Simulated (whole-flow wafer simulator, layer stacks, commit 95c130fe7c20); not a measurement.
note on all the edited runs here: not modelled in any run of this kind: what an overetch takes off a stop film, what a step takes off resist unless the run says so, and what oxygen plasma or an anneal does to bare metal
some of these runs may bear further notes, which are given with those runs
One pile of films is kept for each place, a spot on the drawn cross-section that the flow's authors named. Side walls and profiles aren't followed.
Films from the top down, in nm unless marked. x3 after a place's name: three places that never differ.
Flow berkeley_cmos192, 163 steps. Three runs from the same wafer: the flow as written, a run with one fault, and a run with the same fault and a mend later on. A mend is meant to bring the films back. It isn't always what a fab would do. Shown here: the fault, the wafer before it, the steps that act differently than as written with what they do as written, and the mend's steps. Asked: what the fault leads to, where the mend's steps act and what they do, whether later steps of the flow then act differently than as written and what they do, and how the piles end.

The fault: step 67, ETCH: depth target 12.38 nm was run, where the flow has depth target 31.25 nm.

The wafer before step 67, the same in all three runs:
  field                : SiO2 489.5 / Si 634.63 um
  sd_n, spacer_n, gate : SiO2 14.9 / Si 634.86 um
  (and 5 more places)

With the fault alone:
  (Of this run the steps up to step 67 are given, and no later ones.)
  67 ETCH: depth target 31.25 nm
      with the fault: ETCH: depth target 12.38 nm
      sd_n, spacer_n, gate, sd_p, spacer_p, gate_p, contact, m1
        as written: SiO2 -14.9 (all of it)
        with the fault: SiO2 -12.4
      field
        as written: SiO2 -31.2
        with the fault: SiO2 -12.4
  After step 67 the piles differ from the flow's by more than 2% or 0.5 nm, whichever is larger, at field, sd_n, spacer_n and 6 more.
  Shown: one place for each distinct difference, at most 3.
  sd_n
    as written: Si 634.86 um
    with the fault: SiO2 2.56 / Si 634.86 um
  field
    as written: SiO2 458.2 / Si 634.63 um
    with the fault: SiO2 477.1 / Si 634.63 um

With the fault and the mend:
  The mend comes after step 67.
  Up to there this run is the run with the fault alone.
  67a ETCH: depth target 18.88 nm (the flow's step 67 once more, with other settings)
      sd_n, spacer_n, gate, sd_p, spacer_p, gate_p, contact, m1
        SiO2 -2.56 (all of it)
      field
        SiO2 -18.9
  No later step of the flow acts differently than as written, at any place that is followed, by more than 2% or 0.5 nm, whichever is larger.
  At the end the piles are the same as the flow's at every place that both follow.
